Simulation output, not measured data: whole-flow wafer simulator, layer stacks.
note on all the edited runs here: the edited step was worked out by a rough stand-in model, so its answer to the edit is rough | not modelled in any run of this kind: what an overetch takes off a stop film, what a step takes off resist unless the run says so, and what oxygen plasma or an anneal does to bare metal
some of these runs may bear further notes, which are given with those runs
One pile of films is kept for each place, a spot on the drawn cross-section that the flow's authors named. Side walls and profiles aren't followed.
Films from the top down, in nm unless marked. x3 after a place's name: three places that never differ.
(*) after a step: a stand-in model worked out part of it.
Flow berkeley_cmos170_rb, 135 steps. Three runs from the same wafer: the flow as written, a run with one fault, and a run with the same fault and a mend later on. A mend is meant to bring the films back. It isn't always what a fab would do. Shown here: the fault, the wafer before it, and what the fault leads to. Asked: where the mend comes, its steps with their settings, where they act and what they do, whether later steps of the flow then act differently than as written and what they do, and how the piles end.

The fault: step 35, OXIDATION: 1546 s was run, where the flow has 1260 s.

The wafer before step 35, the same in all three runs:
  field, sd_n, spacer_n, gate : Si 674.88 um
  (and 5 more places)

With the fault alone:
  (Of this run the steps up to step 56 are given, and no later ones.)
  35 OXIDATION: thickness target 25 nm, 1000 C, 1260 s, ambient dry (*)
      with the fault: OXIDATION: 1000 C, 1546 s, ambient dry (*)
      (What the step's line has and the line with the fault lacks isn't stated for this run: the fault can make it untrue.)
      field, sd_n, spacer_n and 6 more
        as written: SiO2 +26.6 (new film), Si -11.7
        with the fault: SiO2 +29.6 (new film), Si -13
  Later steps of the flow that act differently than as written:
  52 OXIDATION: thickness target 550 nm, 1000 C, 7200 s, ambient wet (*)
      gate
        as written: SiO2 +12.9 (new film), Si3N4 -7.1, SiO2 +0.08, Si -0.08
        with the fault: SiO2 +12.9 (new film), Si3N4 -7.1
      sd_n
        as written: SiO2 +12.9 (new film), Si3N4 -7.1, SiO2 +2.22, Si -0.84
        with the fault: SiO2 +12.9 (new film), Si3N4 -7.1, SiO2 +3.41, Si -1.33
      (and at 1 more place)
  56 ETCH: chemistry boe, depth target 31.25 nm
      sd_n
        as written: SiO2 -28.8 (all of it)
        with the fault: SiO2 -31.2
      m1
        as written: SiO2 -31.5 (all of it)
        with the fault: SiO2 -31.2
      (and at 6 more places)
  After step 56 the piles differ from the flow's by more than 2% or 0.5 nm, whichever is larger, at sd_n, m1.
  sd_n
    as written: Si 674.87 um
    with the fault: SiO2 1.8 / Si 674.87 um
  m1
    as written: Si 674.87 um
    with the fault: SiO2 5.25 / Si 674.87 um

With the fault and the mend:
  The mend comes after step 35.
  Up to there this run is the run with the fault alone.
  35a WET ETCH: chemistry hf, depth target 34 nm
      field, sd_n, spacer_n and 6 more
        SiO2 -29.6 (all of it)
  35b OXIDATION: 1000 C, 1260 s, ambient dry (*) (the flow's step 35 once more, with other settings)
      field, sd_n, spacer_n and 6 more
        SiO2 +26.6 (new film), Si -11.7
  No later step of the flow acts differently than as written at any place that is followed.
  At the end the piles differ from the flow's only slightly at the places that both follow, by at most 2% or 0.5 nm, whichever is larger.
